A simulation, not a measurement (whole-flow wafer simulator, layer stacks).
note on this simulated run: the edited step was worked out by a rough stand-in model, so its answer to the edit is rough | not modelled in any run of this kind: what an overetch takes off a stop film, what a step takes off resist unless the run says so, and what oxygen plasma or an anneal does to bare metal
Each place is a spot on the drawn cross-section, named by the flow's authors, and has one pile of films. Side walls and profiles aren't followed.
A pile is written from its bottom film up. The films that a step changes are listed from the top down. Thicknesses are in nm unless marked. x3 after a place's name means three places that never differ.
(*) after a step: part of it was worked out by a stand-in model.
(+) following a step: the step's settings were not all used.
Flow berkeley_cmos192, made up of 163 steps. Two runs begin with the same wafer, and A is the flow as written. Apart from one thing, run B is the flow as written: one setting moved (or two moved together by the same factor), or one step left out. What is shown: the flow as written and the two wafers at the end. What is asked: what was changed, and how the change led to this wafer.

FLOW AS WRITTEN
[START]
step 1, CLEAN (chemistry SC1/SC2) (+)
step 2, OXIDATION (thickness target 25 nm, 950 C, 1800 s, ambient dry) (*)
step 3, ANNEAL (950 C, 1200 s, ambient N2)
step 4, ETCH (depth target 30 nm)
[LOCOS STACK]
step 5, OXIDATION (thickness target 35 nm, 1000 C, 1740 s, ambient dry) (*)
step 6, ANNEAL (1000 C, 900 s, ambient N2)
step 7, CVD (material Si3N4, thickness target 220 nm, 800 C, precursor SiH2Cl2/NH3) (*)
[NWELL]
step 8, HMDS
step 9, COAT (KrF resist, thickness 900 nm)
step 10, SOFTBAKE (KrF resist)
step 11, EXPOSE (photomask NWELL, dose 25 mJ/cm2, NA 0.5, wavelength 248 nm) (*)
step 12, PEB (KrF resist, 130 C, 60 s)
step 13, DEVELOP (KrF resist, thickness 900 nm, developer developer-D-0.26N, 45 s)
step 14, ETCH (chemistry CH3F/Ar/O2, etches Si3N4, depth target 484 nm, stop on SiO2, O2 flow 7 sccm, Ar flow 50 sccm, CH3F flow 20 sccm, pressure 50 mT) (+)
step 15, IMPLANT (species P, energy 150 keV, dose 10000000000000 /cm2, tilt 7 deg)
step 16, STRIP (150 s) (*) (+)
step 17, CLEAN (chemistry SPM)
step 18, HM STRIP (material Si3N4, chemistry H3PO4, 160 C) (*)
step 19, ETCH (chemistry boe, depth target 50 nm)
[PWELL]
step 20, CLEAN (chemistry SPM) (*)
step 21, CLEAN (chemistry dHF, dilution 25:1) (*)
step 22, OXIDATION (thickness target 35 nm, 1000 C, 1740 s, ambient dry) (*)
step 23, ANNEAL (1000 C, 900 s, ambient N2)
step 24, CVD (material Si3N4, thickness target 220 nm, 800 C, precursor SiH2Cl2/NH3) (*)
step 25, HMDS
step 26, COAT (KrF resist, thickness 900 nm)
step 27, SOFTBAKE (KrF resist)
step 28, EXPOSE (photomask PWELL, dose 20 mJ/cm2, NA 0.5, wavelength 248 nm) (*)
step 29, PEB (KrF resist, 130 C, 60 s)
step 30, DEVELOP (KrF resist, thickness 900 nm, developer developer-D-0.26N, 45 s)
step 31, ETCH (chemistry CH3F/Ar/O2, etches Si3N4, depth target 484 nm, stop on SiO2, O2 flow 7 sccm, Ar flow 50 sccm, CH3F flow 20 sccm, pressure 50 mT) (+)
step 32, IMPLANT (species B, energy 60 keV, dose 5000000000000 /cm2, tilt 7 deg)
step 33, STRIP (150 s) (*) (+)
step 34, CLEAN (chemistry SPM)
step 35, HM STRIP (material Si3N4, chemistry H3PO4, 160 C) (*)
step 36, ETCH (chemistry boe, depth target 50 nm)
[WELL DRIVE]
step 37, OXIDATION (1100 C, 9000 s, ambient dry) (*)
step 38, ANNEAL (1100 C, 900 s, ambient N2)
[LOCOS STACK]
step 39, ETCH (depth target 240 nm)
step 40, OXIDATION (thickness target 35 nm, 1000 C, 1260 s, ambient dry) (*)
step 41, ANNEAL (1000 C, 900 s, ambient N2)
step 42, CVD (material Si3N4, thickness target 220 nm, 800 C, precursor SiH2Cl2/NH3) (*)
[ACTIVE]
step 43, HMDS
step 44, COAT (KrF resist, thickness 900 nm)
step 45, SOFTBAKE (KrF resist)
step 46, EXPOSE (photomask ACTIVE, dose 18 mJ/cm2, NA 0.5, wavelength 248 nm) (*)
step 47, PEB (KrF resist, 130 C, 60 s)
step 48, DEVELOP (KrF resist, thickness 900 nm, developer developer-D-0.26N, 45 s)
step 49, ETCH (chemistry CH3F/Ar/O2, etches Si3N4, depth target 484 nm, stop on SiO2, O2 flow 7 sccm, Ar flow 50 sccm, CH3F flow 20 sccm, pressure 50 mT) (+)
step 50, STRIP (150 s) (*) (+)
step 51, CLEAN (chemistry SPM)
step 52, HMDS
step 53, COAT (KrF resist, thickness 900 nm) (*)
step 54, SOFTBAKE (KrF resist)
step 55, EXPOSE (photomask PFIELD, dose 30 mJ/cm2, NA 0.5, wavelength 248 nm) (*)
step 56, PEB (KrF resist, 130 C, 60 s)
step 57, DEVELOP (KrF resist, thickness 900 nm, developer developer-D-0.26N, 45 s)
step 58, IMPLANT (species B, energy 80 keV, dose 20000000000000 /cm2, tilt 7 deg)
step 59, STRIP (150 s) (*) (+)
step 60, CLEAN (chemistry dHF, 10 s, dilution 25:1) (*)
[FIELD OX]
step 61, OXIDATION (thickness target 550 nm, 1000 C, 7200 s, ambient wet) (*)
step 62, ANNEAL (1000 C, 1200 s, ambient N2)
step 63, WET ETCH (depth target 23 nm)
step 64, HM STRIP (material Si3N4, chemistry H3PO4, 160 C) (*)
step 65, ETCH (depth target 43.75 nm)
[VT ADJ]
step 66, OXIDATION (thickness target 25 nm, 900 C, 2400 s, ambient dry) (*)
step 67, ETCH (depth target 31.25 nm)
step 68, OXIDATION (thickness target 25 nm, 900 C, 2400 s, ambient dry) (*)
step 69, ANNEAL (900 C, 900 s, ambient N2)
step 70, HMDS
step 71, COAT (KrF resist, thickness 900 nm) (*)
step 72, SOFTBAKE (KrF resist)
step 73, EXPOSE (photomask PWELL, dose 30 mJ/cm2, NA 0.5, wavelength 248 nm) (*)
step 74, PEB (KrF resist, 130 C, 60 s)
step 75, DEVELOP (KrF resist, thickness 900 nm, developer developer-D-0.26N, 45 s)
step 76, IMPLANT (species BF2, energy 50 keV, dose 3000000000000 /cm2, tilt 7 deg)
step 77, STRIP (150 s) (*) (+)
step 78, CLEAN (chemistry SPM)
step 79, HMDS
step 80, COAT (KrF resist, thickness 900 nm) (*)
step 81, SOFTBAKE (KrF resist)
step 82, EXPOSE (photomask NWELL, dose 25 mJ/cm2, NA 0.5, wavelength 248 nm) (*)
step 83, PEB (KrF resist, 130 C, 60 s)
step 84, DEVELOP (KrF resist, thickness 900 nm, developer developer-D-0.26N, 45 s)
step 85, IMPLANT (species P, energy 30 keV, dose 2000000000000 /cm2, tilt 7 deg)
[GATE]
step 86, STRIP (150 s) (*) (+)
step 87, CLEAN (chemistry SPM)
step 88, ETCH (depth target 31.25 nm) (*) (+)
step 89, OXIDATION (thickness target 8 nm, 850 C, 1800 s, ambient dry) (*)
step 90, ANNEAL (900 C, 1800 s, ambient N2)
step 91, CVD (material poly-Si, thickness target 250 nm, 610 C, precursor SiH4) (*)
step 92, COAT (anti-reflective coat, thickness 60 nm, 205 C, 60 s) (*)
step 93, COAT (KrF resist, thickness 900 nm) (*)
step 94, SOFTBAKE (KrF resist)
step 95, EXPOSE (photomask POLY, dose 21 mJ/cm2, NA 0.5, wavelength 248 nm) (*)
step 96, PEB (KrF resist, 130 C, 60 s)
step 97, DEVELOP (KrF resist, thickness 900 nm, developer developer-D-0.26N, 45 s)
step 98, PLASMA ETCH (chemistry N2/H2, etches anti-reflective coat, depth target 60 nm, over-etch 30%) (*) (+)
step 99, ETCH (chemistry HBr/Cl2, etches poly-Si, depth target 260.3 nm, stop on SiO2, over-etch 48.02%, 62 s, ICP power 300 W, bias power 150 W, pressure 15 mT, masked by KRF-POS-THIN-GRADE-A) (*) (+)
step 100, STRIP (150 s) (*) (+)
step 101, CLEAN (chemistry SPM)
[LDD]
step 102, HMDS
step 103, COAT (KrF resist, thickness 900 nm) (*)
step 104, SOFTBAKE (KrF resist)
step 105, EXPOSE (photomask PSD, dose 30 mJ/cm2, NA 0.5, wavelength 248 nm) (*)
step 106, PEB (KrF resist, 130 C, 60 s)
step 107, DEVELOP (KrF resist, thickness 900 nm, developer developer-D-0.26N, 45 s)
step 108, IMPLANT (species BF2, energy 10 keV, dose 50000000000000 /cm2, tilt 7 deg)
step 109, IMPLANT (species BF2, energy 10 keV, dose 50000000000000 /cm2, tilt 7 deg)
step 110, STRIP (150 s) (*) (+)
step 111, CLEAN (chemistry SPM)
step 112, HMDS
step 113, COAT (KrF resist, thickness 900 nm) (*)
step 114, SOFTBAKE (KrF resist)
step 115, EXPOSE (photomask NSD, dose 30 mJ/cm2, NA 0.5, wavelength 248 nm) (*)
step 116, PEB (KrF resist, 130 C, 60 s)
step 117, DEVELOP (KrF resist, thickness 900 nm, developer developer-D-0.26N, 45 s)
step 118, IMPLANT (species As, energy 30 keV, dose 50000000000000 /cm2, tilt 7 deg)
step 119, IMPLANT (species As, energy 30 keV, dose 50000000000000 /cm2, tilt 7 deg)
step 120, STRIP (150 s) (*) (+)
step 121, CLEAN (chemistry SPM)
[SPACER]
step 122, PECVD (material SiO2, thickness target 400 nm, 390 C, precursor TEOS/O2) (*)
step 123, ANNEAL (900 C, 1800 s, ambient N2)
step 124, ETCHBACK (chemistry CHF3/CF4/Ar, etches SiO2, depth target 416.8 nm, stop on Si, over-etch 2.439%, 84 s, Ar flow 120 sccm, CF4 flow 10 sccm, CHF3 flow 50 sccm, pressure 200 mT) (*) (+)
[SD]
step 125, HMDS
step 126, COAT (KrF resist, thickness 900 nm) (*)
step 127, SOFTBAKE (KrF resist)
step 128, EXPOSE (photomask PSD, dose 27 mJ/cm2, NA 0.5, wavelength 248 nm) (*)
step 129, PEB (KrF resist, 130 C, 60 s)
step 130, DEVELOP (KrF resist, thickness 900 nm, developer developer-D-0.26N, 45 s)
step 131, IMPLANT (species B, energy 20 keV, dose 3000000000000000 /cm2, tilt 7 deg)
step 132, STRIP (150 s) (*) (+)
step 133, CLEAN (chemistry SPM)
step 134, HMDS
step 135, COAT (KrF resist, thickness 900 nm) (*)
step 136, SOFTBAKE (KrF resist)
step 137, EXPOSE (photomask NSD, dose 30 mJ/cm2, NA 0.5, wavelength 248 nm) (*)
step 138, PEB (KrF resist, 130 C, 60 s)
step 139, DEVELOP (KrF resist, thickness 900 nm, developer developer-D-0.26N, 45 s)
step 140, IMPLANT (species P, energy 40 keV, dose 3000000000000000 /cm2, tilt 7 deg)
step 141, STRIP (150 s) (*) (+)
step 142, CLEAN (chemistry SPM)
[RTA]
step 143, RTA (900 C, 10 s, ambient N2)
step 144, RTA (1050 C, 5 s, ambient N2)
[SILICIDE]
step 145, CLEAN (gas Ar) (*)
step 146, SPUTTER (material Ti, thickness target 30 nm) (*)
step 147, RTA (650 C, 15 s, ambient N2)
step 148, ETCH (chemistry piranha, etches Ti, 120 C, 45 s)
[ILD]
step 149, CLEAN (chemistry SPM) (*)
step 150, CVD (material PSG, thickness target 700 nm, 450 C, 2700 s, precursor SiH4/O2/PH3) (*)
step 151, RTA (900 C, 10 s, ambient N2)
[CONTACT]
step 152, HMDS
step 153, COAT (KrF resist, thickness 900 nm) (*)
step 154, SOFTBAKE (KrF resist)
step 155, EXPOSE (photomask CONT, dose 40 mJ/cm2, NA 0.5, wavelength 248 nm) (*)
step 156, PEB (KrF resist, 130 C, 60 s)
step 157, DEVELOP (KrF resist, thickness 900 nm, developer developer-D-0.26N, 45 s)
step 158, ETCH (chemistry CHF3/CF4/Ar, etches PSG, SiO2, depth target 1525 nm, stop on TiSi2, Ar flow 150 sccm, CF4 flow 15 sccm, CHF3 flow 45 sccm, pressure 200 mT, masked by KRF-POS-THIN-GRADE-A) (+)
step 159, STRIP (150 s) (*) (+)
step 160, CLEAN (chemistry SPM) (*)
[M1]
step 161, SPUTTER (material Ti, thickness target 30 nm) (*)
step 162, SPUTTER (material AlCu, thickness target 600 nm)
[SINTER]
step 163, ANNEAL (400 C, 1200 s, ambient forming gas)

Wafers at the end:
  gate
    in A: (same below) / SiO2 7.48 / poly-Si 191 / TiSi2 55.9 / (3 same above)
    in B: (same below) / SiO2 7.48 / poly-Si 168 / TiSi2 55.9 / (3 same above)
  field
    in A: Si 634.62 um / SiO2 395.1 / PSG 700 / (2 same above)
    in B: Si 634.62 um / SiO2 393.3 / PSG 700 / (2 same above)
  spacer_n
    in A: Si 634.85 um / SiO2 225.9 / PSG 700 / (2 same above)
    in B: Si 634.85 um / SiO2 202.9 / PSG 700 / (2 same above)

What caused this: step 91, CVD: thickness target 227 nm was run, whereas the flow has thickness target 250 nm.

The path from the change to this, step by step:
  step 91, CVD (material poly-Si, thickness target 250 nm, 610 C, precursor SiH4) (*)
      field, sd_n, spacer_n and 6 more: A +250 poly-Si (new film) | B +227 poly-Si (new film)
  step 99, ETCH (chemistry HBr/Cl2, etches poly-Si, depth target 260.3 nm, stop on SiO2, over-etch 48.02%, 62 s, ICP power 300 W, bias power 150 W, pressure 15 mT, masked by KRF-POS-THIN-GRADE-A) (*) (+)
      spacer_n, spacer_p: A -245.8 poly-Si (all of it), -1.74 SiO2 | B -222.8 poly-Si (all of it), -3.51 SiO2
      field: A -245.8 poly-Si (all of it), -1.74 SiO2 | B -222.9 poly-Si (all of it), -3.5 SiO2
      (and at 4 other places as well)
  step 103, COAT (KrF resist, thickness 900 nm) (*)
      gate: A +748 KrF resist (new film) | B +766.4 KrF resist (new film)
      gate_p: A +744.1 KrF resist (new film) | B +762.4 KrF resist (new film)
  step 107, DEVELOP (KrF resist, thickness 900 nm, developer developer-D-0.26N, 45 s)
      gate_p: A -742.9 KrF resist (all of it) | B -761.2 KrF resist (all of it)
  step 110, STRIP (150 s) (*) (+)
      gate: A -732.7 KrF resist (all of it), +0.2 chemical SiO2, -0.09 poly-Si | B -751 KrF resist (all of it), +0.2 chemical SiO2, -0.09 poly-Si
  step 113, COAT (KrF resist, thickness 900 nm) (*)
      gate: A +747.9 KrF resist (new film) | B +766.3 KrF resist (new film)
      gate_p: A +743.9 KrF resist (new film) | B +762.3 KrF resist (new film)
  step 117, DEVELOP (KrF resist, thickness 900 nm, developer developer-D-0.26N, 45 s)
      gate: A -746.8 KrF resist (all of it) | B -765.1 KrF resist (all of it)
  step 120, STRIP (150 s) (*) (+)
      gate_p: A -728.6 KrF resist (all of it), +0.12 chemical SiO2, -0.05 poly-Si | B -746.9 KrF resist (all of it), +0.12 chemical SiO2, -0.05 poly-Si
  step 124, ETCHBACK (chemistry CHF3/CF4/Ar, etches SiO2, depth target 416.8 nm, stop on Si, over-etch 2.439%, 84 s, Ar flow 120 sccm, CF4 flow 10 sccm, CHF3 flow 50 sccm, pressure 200 mT) (*) (+)
      spacer_n: A -160 SiO2 | B -181.2 SiO2
      spacer_p: A -159.9 SiO2 | B -181.1 SiO2
  step 126, COAT (KrF resist, thickness 900 nm) (*)
      spacer_n: A +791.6 KrF resist (new film) | B +808.2 KrF resist (new film)
      gate: A +771.5 KrF resist (new film) | B +787.7 KrF resist (new film)
      (and at 2 other places as well)
  step 130, DEVELOP (KrF resist, thickness 900 nm, developer developer-D-0.26N, 45 s)
      spacer_p: A -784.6 KrF resist (all of it) | B -801.2 KrF resist (all of it)
      gate_p: A -764.3 KrF resist (all of it) | B -780.5 KrF resist (all of it)
  step 132, STRIP (150 s) (*) (+)
      spacer_n: A -776.1 KrF resist (all of it) | B -792.7 KrF resist (all of it)
      gate: A +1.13 chemical SiO2 (new film), -756.1 KrF resist (all of it), -0.5 poly-Si | B +1.13 chemical SiO2 (new film), -772.3 KrF resist (all of it), -0.5 poly-Si
  step 135, COAT (KrF resist, thickness 900 nm) (*)
      spacer_n: A +791.1 KrF resist (new film) | B +807.7 KrF resist (new film)
      gate: A +770.3 KrF resist (new film) | B +786.5 KrF resist (new film)
      (and at 2 other places as well)
  step 139, DEVELOP (KrF resist, thickness 900 nm, developer developer-D-0.26N, 45 s)
      spacer_n: A -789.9 KrF resist (all of it) | B -806.5 KrF resist (all of it)
      gate: A -769.1 KrF resist (all of it) | B -785.3 KrF resist (all of it)
  step 141, STRIP (150 s) (*) (+)
      spacer_p: A -770.2 KrF resist (all of it) | B -786.8 KrF resist (all of it)
      gate_p: A -749.1 KrF resist (all of it), +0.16 chemical SiO2 | B -765.3 KrF resist (all of it), +0.16 chemical SiO2
